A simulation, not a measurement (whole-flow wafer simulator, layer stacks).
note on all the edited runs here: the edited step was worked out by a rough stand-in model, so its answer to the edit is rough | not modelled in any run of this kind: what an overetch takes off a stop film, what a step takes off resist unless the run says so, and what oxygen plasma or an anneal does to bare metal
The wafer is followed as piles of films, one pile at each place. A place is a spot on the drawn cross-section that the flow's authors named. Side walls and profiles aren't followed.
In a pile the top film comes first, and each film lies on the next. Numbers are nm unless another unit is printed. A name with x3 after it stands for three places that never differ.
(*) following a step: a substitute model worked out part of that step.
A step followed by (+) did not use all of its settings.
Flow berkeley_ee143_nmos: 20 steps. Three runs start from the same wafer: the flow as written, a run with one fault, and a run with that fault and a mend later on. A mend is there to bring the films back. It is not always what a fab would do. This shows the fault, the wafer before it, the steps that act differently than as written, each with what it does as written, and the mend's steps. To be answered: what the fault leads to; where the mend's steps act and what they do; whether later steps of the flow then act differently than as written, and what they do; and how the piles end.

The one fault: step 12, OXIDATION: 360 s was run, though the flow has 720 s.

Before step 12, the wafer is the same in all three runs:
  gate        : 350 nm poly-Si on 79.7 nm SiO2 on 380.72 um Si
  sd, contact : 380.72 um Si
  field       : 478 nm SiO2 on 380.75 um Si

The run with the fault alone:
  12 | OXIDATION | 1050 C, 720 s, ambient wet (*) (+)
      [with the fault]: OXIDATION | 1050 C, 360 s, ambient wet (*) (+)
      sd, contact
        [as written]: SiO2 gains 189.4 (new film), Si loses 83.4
        [with the fault]: SiO2 gains 113.1 (new film), Si loses 49.8
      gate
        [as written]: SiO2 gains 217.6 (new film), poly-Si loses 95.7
        [with the fault]: SiO2 gains 135.7 (new film), poly-Si loses 59.7
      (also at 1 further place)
  Steps further on in the flow that do not act as written:
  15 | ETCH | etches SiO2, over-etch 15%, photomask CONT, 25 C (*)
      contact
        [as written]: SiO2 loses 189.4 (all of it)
        [with the fault]: SiO2 loses 113.1 (all of it)
  The piles end different from the flow's at gate, sd, field by more than 2% or 0.5 nm, whichever is larger.
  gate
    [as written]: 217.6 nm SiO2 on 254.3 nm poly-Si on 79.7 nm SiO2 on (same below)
    [with the fault]: 135.7 nm SiO2 on 290.3 nm poly-Si on 79.7 nm SiO2 on (same below)
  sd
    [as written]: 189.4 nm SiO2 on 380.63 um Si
    [with the fault]: 113.1 nm SiO2 on 380.67 um Si
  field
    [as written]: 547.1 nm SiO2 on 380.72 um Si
    [with the fault]: 513.4 nm SiO2 on 380.73 um Si

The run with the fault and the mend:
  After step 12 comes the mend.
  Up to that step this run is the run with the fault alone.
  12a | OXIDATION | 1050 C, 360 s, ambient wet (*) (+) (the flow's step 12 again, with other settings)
      sd, contact
        SiO2 gains 76.3, Si loses 33.6
      gate
        SiO2 gains 81.9, poly-Si loses 36.1
      field
        SiO2 gains 33.7, Si loses 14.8
  Every later step of the flow that is run acts as written at every place that is followed.
  By the end, the piles equal the flow's at every place that both follow.
